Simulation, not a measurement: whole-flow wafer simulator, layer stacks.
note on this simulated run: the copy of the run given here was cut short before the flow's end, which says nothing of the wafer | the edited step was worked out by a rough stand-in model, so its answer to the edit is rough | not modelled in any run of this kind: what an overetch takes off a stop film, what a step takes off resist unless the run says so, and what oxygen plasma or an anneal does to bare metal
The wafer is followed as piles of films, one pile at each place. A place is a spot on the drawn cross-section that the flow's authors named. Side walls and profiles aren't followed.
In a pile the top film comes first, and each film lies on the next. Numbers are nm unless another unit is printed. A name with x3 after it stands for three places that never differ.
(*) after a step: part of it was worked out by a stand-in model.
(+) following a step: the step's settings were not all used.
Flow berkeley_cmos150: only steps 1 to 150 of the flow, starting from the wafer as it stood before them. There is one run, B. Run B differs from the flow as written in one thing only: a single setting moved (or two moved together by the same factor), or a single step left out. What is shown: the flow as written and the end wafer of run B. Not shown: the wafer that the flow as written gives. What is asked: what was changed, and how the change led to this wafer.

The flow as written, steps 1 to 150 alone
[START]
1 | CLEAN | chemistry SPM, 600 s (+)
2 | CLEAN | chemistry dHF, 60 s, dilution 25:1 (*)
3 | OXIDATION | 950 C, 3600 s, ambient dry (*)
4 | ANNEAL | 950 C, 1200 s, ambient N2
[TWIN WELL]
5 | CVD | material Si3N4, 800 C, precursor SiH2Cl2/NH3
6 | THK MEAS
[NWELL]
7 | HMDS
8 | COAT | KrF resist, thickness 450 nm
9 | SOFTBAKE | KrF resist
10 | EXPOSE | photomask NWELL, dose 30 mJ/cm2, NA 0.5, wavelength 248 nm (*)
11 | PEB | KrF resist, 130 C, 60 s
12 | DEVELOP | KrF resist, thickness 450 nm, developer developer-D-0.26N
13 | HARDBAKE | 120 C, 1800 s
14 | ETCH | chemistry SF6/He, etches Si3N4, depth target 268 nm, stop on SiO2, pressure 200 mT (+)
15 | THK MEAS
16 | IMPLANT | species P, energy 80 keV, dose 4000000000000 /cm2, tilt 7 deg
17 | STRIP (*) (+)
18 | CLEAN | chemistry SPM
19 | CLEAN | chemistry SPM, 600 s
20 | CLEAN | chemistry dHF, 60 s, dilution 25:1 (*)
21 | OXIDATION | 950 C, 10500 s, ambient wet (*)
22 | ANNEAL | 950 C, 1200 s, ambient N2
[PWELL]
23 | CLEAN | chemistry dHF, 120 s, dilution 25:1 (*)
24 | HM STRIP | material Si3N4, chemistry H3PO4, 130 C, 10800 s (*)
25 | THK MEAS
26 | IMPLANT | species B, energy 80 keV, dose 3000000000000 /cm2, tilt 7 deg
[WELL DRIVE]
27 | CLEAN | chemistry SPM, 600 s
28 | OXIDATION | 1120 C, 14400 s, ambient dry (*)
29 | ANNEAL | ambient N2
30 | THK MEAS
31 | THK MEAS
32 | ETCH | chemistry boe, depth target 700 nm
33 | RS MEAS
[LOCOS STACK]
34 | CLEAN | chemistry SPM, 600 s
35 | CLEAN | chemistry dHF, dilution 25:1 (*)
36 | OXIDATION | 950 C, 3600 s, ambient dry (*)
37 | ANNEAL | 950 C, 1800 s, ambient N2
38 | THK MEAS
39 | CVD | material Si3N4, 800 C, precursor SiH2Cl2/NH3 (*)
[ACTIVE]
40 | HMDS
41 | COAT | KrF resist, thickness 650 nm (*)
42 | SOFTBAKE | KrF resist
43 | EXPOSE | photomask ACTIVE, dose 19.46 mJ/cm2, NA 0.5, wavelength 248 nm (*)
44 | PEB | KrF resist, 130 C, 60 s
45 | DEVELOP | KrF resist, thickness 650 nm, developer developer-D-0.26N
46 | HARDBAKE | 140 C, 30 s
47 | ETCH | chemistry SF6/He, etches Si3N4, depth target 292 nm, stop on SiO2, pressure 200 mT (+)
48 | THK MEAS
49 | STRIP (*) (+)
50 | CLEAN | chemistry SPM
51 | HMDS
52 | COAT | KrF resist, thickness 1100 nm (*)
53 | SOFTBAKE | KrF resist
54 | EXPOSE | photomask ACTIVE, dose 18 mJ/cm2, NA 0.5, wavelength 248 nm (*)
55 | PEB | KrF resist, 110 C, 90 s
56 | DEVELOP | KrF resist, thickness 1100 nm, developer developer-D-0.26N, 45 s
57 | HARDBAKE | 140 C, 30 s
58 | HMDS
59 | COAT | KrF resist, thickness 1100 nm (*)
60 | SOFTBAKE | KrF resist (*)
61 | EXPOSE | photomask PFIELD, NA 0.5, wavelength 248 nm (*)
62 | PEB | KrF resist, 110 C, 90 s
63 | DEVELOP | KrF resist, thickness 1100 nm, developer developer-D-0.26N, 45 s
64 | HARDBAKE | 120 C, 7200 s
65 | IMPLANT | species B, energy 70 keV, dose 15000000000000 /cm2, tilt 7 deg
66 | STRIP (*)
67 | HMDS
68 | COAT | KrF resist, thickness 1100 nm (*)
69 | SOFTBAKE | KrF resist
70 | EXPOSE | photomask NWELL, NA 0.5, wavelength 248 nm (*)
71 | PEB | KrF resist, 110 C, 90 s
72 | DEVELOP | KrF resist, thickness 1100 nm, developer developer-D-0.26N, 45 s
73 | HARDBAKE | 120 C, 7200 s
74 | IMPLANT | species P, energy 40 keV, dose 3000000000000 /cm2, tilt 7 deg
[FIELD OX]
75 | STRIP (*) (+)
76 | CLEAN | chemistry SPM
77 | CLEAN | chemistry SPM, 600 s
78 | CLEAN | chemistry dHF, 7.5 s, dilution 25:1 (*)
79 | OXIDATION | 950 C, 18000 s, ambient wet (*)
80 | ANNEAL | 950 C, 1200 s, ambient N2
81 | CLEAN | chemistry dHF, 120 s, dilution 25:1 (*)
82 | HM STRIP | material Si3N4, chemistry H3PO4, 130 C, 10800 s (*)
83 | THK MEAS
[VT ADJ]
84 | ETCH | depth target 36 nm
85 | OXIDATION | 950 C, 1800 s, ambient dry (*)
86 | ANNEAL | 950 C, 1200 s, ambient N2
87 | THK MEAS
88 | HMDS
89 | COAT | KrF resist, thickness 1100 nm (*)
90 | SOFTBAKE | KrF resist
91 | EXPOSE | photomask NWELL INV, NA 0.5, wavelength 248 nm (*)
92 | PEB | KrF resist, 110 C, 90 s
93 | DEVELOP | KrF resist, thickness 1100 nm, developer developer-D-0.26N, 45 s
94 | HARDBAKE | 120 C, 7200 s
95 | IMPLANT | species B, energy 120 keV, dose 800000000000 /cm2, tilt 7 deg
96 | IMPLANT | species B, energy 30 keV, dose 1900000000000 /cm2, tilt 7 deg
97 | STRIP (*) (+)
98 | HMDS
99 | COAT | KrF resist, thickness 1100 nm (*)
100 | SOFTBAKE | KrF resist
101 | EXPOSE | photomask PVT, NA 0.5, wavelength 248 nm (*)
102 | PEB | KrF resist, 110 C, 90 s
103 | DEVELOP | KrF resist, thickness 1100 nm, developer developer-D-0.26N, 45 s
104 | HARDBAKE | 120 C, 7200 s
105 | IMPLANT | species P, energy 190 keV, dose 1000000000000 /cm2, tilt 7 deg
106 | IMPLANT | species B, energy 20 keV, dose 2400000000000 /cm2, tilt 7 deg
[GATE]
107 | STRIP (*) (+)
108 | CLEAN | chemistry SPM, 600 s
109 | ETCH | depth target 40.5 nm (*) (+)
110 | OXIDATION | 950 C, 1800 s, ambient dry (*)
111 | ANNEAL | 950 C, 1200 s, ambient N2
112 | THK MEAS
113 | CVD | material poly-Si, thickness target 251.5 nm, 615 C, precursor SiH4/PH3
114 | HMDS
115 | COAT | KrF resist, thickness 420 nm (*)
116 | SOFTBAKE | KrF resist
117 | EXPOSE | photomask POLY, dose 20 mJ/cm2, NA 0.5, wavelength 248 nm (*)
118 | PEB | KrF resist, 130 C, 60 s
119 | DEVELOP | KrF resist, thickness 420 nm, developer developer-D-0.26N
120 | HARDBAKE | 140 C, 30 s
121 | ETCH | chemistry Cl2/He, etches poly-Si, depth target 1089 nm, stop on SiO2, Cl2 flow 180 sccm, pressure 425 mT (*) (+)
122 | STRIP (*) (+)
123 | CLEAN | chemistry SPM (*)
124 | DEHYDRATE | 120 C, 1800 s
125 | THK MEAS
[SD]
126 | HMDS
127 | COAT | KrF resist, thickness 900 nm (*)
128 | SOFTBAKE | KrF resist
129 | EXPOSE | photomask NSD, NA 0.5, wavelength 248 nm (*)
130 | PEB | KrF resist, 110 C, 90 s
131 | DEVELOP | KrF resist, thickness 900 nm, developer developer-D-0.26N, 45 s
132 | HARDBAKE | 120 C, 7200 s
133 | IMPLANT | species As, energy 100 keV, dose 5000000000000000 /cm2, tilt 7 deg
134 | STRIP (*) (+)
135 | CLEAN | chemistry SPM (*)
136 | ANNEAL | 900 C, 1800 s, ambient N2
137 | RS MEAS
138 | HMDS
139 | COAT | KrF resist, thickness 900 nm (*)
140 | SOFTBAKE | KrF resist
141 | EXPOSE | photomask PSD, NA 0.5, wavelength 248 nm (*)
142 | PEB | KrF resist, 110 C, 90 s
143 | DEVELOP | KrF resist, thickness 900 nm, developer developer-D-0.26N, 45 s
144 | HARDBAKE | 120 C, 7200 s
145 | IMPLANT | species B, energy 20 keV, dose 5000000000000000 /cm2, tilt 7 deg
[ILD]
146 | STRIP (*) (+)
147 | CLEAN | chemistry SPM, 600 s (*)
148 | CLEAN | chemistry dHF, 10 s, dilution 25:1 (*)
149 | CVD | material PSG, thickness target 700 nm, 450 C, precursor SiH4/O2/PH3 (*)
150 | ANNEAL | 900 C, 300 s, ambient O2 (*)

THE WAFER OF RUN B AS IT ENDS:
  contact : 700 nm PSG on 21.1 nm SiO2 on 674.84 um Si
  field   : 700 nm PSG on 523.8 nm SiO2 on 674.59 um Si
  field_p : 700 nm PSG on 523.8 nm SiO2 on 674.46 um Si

Cause: step 110, OXIDATION: 2700 s was run, though the flow has 1800 s.

How this came from the change, step by step:
  110 | OXIDATION | 950 C, 1800 s, ambient dry (*)
      sd_n, gate_n, sd_p, gate_p, contact, m1: SiO2 gains 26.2 (new film), Si loses 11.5 (it would be, as written: SiO2 gains 20.4 (new film), Si loses 8.98)
      field, field_p: SiO2 gains 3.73, Si loses 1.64 (it would be, as written: SiO2 gains 2.49, Si loses 1.09)
